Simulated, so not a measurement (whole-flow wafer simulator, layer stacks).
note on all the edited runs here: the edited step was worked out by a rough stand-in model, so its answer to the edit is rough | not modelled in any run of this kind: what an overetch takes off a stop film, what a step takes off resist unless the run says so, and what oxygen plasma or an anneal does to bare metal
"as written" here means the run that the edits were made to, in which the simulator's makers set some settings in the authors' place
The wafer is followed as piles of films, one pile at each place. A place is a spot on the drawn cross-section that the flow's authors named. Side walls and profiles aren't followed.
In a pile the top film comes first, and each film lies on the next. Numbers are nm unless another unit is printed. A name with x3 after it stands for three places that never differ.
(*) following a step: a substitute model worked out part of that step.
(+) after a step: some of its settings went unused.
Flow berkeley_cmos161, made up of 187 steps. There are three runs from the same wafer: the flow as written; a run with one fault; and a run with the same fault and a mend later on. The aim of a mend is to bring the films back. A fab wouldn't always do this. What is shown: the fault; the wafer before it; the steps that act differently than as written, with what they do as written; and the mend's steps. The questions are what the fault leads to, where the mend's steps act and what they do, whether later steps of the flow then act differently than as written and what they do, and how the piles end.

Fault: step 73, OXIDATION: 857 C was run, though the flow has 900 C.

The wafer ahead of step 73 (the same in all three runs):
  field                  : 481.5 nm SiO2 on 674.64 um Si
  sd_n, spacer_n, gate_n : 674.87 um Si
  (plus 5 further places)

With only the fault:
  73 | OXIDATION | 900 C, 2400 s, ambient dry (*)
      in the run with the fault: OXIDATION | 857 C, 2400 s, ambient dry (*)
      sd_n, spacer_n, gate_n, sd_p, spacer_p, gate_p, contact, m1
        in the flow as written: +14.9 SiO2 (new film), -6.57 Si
        in the run with the fault: +9.61 SiO2 (new film), -4.23 Si
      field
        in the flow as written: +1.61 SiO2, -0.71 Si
        in the run with the fault: +0.72 SiO2, -0.32 Si
  Steps further on in the flow that do not act as written (not shown: 47 more steps that differ only slightly, by at most 2% or 0.5 nm, whichever is larger):
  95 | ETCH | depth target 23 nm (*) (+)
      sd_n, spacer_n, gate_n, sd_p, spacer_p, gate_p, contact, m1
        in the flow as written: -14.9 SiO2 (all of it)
        in the run with the fault: -9.61 SiO2 (all of it)
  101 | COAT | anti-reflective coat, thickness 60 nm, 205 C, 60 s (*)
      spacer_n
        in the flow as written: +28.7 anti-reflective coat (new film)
        in the run with the fault: +29.3 anti-reflective coat (new film)
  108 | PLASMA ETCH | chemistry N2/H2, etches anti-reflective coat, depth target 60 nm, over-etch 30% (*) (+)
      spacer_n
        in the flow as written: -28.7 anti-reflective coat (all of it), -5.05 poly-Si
        in the run with the fault: -29.3 anti-reflective coat (all of it), -4.97 poly-Si
  When the end is reached, the piles differ only a little from the flow's at the places that both follow, at most by 2% or 0.5 nm, whichever is larger.

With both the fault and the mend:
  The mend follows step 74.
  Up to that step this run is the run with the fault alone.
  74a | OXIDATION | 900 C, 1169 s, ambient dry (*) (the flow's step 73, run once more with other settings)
      sd_n, spacer_n, gate_n, sd_p, spacer_p, gate_p, contact, m1
        +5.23 SiO2, -2.3 Si
      field
        +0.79 SiO2, -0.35 Si
  Every later step of the flow that is run acts as written, at every place that is followed, to within 2% or 0.5 nm, whichever is larger.
  When the end is reached, the piles differ only a little from the flow's at the places that both follow, at most by 2% or 0.5 nm, whichever is larger.
